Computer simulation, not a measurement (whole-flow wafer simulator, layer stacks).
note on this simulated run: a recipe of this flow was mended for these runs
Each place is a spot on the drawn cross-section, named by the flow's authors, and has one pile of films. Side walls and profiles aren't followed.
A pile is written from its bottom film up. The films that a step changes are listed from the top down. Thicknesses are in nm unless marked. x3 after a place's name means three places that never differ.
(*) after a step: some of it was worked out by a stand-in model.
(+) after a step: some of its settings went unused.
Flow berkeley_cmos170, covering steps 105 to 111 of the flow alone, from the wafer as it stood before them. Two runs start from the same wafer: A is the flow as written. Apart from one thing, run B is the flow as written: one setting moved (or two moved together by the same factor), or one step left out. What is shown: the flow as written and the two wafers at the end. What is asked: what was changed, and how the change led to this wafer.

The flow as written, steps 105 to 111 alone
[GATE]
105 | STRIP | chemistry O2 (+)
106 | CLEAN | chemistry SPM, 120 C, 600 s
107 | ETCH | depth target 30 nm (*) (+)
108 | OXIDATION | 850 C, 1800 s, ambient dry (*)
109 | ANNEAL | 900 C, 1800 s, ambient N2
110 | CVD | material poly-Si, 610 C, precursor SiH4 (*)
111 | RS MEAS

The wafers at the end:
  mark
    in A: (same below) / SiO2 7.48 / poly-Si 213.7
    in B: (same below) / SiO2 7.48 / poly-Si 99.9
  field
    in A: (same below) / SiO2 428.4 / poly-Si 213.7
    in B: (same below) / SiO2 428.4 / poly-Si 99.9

What caused this: step 110, CVD: 575 C was run, though the flow has 610 C.

How this came from the change, step by step:
  110 | CVD | material poly-Si, 610 C, precursor SiH4 (*)
      field, mark, sd_n and 10 more: A poly-Si gains 213.7 (new film) | B poly-Si gains 99.9 (new film)
